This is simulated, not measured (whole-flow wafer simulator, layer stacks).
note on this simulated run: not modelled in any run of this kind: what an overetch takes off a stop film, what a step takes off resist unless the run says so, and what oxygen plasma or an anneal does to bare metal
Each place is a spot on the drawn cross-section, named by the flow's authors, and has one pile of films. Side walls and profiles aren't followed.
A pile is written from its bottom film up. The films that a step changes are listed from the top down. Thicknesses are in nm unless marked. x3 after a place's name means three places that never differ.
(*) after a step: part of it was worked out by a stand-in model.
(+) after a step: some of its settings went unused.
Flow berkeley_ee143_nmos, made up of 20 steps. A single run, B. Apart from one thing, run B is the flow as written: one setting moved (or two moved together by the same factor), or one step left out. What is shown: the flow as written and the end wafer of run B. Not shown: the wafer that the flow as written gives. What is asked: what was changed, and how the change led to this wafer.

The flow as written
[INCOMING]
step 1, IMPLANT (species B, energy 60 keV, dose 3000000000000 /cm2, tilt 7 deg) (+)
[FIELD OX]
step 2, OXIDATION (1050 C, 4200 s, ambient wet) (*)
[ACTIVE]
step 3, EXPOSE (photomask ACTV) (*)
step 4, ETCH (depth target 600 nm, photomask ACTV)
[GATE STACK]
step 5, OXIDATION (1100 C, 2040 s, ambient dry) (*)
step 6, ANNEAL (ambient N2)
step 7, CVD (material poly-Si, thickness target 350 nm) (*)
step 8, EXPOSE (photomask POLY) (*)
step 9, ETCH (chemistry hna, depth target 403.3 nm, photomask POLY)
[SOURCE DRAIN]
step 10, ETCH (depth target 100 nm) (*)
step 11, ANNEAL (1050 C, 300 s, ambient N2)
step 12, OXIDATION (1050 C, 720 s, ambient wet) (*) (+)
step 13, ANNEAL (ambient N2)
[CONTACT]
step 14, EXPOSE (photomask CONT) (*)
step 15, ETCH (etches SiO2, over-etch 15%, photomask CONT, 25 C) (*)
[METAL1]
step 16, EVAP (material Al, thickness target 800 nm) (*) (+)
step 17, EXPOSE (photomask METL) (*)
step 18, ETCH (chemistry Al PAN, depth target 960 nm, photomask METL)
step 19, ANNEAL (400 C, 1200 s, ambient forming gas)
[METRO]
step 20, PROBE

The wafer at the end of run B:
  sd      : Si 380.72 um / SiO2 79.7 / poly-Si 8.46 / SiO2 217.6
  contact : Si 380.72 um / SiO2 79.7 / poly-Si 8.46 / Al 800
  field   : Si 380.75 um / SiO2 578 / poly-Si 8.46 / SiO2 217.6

Cause: step 9, ETCH: depth target 245.8 nm was run, while the flow as written has depth target 403.3 nm.

Step by step, how the change led to this:
  step 9, ETCH (chemistry hna, depth target 403.3 nm, photomask POLY)
      sd, contact, field: -245.8 poly-Si (in the flow as written it would be: -350 poly-Si (all of it))
  step 10, ETCH (depth target 100 nm) (*)
      sd, contact: nothing (in the flow as written it would be: -79.7 SiO2 (all of it))
      field: nothing (in the flow as written it would be: -100 SiO2)
  step 12, OXIDATION (1050 C, 720 s, ambient wet) (*) (+)
      sd, contact: +217.6 SiO2 (new film), -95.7 poly-Si (in the flow as written it would be: +189.4 SiO2 (new film), -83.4 Si)
      field: +217.6 SiO2 (new film), -95.7 poly-Si (in the flow as written it would be: +69.1 SiO2, -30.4 Si)
  step 15, ETCH (etches SiO2, over-etch 15%, photomask CONT, 25 C) (*)
      contact: -217.6 SiO2 (all of it) (in the flow as written it would be: -189.4 SiO2 (all of it))
